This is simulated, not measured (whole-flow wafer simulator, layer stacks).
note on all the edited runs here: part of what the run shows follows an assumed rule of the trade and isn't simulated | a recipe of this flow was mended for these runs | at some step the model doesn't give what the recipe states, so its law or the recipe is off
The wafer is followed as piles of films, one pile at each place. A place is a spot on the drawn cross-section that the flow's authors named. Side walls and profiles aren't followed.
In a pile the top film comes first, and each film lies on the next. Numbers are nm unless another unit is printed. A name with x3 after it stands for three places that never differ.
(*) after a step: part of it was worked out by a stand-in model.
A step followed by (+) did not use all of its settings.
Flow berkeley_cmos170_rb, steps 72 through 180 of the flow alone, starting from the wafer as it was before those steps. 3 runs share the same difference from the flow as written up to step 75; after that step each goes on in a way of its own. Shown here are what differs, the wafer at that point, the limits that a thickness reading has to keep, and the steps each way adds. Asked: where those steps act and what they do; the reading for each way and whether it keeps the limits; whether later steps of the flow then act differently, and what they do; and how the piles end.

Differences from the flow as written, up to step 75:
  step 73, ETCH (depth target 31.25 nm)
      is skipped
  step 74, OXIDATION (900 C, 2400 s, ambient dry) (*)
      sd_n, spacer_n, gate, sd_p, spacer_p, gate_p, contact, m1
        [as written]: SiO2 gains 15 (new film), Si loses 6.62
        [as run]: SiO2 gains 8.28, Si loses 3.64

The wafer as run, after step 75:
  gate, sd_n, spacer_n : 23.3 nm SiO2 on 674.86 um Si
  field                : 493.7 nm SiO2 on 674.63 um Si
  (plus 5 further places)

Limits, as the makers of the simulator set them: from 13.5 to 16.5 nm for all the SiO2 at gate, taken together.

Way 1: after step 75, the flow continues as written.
  Reading after step 75: 23.3 nm, not within the limits.
  Later steps of the flow acting differently than as written (37 other steps are not shown; they differ only slightly, by no more than 2% or 0.5 nm, whichever is larger):
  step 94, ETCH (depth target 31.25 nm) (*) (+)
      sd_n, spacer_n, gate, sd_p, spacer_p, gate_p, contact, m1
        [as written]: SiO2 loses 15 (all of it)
        [this way]: SiO2 loses 23.3 (all of it)
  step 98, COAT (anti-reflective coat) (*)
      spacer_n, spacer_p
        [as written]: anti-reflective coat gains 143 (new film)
        [this way]: anti-reflective coat gains 149.8 (new film)
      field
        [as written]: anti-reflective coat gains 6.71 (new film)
        [this way]: anti-reflective coat gains 7.25 (new film)
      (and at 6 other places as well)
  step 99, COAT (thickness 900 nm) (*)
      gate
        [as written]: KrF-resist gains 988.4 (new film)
        [this way]: KrF-resist gains 1011.3 (new film)
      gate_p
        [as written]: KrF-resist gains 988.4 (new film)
        [this way]: KrF-resist gains 1011.2 (new film)
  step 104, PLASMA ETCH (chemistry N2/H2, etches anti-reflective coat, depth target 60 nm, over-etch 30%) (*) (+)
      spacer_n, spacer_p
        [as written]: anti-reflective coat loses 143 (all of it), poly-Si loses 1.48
        [this way]: anti-reflective coat loses 149.8 (all of it), poly-Si loses 2.01
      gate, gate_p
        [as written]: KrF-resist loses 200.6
        [this way]: KrF-resist loses 228.1
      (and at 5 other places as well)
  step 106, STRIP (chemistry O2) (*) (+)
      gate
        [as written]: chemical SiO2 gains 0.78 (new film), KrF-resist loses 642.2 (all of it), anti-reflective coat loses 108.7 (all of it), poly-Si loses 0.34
        [this way]: chemical SiO2 gains 0.78 (new film), KrF-resist loses 637.5 (all of it), anti-reflective coat loses 111.7 (all of it), poly-Si loses 0.34
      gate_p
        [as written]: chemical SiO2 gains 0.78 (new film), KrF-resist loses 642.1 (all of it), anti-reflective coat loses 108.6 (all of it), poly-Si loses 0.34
        [this way]: chemical SiO2 gains 0.78 (new film), KrF-resist loses 637.4 (all of it), anti-reflective coat loses 111.7 (all of it), poly-Si loses 0.34
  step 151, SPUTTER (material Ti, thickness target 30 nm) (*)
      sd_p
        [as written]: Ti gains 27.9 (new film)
        [this way]: Ti gains 27.2 (new film)
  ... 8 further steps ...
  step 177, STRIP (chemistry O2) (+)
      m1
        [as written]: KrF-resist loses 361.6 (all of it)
        [this way]: KrF-resist loses 375.3 (all of it)
  By the end, the piles at field, sd_p depart from the flow's by more than 2% or 0.5 nm, whichever is larger.
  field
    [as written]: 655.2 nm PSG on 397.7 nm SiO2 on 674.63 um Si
    [this way]: 655.2 nm PSG on 428.8 nm SiO2 on 674.63 um Si
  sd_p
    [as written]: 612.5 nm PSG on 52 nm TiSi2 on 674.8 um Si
    [this way]: 602.9 nm PSG on 50.7 nm TiSi2 on 674.8 um Si

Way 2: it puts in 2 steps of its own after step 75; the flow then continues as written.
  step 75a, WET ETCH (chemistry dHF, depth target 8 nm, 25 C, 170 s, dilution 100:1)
      field, sd_n, spacer_n and 6 more
        SiO2 loses 8
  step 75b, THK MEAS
      alters no film at any place that is followed
  Reading after step 75b: 15.3 nm, inside the limits.
  Later steps of the flow acting differently than as written (42 other steps are not shown; they differ only slightly, by no more than 2% or 0.5 nm, whichever is larger):
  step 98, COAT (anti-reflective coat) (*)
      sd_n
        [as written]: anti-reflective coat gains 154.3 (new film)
        [this way]: anti-reflective coat gains 170 (new film)
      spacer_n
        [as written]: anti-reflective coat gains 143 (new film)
        [this way]: anti-reflective coat gains 148 (new film)
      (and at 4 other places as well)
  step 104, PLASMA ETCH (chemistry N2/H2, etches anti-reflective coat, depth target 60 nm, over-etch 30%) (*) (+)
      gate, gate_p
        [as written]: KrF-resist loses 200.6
        [this way]: KrF-resist loses 221.1
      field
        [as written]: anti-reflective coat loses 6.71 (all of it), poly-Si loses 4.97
        [this way]: anti-reflective coat loses 7.19 (all of it), poly-Si loses 5.48
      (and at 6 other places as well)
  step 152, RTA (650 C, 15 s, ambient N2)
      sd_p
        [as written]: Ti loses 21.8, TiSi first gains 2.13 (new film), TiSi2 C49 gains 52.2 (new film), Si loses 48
        [this way]: Ti loses 21.4, TiSi first gains 1.22 (new film), TiSi2 C49 gains 52.6 (new film), Si loses 47.8
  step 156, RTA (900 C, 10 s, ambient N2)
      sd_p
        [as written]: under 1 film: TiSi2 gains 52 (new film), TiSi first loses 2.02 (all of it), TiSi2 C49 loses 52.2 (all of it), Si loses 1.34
        [this way]: under 1 film: TiSi2 gains 51.1 (new film), TiSi first loses 1.12 (all of it), TiSi2 C49 loses 52.6 (all of it), Si loses 0.74
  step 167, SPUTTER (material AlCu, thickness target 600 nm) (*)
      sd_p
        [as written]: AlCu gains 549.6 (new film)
        [this way]: AlCu gains 537.6 (new film)
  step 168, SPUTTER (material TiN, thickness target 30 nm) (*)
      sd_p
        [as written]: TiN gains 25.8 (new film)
        [this way]: TiN gains 25.2 (new film)
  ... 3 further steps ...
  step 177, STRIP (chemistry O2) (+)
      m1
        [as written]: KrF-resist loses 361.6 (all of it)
        [this way]: KrF-resist loses 371 (all of it)
  By the end, the piles at field depart from the flow's by more than 2% or 0.5 nm, whichever is larger.
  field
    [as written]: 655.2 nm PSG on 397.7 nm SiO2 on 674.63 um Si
    [this way]: 655.2 nm PSG on 420.8 nm SiO2 on 674.63 um Si

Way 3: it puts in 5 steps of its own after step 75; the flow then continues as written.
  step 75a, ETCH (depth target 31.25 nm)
      sd_n, spacer_n, gate, sd_p, spacer_p, gate_p, contact, m1
        SiO2 loses 23.3 (all of it)
      field
        SiO2 loses 31.2
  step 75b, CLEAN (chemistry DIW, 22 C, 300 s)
      alters no film at any place that is followed
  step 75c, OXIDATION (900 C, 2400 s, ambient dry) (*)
      sd_n, spacer_n, gate, sd_p, spacer_p, gate_p, contact, m1
        SiO2 gains 15 (new film), Si loses 6.62
      field
        SiO2 gains 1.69, Si loses 0.74
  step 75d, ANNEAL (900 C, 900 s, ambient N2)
      alters no film at any place that is followed
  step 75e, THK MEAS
      alters no film at any place that is followed
  Reading after step 75e: 15 nm, inside the limits.
  Later steps of the flow acting differently than as written (47 other steps are not shown; they differ only slightly, by no more than 2% or 0.5 nm, whichever is larger):
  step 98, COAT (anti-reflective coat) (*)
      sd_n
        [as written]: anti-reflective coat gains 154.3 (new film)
        [this way]: anti-reflective coat gains 157.7 (new film)
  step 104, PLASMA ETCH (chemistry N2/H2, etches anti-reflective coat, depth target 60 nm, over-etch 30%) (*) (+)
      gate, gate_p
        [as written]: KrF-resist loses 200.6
        [this way]: KrF-resist loses 205
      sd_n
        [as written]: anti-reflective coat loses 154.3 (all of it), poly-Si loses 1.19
        [this way]: anti-reflective coat loses 157.7 (all of it), poly-Si loses 1.21
  At the end the piles are close to the flow's at the places that both follow, differing by at most 2% or 0.5 nm, whichever is larger.

The limits are kept by: way 2, way 3. They are not kept by: way 1.
